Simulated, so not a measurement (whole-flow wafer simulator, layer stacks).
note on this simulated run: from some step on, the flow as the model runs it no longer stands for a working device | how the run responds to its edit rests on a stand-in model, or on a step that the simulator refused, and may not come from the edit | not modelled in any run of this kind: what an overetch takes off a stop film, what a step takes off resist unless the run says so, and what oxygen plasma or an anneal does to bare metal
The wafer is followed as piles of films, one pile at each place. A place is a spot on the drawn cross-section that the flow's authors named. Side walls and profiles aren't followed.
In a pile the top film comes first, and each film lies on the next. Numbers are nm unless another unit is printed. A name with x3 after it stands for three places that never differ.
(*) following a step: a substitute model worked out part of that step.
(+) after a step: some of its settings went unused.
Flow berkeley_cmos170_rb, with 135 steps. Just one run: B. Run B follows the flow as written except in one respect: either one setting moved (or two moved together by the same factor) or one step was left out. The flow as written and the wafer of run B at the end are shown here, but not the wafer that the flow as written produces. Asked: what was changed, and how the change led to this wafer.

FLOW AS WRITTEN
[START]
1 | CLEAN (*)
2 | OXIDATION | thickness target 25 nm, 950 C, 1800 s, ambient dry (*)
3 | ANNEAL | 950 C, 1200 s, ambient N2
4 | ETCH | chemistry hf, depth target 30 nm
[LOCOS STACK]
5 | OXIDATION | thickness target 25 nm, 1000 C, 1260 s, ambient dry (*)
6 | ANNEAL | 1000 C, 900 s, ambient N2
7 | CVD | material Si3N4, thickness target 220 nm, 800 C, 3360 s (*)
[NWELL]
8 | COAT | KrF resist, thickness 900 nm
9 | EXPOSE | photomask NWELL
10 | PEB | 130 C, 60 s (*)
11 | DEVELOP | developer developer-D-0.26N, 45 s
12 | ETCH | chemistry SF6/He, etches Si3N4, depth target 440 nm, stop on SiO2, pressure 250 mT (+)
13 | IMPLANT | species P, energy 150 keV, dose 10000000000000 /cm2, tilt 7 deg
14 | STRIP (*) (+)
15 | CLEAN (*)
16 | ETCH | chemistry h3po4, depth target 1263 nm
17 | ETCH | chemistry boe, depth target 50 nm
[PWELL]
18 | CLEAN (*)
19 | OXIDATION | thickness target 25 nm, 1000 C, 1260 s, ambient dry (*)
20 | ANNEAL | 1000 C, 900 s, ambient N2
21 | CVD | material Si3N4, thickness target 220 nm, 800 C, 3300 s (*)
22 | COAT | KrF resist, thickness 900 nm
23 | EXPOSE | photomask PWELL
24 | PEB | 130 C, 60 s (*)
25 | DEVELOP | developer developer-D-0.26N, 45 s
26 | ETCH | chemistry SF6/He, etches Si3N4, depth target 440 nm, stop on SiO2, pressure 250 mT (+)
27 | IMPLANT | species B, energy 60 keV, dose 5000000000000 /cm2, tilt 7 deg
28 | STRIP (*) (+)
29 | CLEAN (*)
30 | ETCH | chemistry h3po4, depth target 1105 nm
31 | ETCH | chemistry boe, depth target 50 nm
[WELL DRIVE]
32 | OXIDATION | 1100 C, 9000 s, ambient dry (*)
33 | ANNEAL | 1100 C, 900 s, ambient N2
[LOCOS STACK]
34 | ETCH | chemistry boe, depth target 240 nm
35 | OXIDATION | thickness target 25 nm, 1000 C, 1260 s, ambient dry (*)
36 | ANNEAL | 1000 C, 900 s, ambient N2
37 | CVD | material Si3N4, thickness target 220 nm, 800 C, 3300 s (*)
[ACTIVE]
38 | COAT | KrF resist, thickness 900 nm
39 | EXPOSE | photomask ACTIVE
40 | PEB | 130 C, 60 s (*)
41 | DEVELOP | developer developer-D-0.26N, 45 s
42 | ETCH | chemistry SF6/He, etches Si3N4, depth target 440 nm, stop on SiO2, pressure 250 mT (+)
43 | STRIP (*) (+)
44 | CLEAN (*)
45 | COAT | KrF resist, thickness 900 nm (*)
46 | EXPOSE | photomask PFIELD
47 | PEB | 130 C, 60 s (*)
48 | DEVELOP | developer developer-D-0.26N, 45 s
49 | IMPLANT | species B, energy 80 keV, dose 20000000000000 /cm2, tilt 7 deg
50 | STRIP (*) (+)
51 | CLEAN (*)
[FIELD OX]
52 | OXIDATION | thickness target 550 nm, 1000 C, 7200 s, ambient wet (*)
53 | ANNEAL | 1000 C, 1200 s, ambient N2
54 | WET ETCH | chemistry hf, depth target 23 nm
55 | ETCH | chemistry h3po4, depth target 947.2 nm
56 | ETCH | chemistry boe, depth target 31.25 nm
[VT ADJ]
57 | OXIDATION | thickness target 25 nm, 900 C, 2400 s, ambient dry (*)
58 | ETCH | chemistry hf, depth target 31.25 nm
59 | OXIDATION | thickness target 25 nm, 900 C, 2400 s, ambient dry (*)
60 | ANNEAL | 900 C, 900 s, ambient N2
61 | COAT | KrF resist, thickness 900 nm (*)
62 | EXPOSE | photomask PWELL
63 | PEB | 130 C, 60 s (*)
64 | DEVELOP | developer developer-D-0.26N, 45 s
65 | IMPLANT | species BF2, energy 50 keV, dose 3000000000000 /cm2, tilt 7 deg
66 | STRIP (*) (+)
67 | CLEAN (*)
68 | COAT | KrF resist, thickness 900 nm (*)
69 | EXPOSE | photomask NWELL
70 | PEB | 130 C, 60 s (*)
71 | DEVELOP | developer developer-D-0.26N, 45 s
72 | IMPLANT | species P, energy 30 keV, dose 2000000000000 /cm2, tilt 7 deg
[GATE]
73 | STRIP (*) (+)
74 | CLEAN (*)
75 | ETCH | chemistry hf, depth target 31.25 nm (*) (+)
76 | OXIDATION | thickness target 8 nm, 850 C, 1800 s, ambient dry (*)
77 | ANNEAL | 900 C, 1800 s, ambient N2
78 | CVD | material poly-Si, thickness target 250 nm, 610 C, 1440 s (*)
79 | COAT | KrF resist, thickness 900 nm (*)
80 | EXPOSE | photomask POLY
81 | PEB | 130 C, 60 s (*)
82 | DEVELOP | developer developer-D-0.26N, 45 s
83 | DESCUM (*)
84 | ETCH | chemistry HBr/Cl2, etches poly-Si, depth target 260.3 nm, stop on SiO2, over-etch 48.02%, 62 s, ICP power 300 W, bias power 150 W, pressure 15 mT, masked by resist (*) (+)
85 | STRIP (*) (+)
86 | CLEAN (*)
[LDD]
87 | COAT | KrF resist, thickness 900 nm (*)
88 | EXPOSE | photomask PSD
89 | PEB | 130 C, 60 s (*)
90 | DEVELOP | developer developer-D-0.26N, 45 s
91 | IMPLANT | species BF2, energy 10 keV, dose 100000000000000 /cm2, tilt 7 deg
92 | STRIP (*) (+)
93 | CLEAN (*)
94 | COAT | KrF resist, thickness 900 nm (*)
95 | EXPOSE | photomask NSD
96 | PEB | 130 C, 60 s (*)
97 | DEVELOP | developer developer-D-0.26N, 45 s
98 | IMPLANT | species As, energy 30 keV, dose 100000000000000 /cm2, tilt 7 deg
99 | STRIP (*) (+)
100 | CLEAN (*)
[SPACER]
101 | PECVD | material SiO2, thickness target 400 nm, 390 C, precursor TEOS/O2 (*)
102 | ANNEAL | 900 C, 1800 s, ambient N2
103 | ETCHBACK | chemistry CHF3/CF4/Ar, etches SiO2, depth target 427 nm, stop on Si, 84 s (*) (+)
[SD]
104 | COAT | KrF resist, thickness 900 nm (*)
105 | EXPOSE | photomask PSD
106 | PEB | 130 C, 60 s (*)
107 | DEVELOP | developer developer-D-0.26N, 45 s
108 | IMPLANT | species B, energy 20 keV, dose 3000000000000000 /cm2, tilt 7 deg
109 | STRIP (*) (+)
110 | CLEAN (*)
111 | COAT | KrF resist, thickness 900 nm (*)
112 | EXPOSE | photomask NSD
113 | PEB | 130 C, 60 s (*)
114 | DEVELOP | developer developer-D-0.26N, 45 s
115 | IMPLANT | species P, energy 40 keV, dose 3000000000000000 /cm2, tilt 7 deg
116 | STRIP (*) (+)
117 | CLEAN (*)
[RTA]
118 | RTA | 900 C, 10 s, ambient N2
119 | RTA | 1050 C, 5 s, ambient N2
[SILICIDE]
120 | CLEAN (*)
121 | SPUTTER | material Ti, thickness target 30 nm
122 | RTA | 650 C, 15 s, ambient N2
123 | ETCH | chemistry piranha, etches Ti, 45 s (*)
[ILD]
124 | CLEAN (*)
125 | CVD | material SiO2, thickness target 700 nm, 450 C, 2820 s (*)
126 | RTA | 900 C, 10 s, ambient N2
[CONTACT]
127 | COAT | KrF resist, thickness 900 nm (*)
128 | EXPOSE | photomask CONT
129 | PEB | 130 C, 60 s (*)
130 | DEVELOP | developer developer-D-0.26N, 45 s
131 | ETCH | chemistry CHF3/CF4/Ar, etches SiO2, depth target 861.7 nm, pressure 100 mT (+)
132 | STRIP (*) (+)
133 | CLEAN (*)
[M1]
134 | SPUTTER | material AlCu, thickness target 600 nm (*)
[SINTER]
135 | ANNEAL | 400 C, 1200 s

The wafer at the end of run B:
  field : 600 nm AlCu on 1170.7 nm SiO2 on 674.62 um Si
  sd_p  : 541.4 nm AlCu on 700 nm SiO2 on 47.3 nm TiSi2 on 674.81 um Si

What caused this: step 58, ETCH: depth target 18.75 nm was run, while the flow as written has depth target 31.25 nm.

Step by step, how the change led to this:
  58 | ETCH | chemistry hf, depth target 31.25 nm
      field: -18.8 SiO2 (in the flow as written it would be: -31.2 SiO2)
  121 | SPUTTER | material Ti, thickness target 30 nm
      sd_p: +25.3 Ti (new film) (in the flow as written it would be: +27.1 Ti (new film))
  122 | RTA | 650 C, 15 s, ambient N2
      sd_p: -19.8 Ti, +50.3 TiSi2 C49 (new film), -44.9 Si (in the flow as written it would be: -21.1 Ti, +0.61 TiSi first (new film), +52.9 TiSi2 C49 (new film), -47.6 Si)
  126 | RTA | 900 C, 10 s, ambient N2
      sd_p: under 1 film: +47.3 TiSi2 (new film), -50.3 TiSi2 C49 (all of it) (in the flow as written it would be: under 1 film: +50.7 TiSi2 (new film), -0.61 TiSi first (all of it), -52.9 TiSi2 C49 (all of it), -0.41 Si)
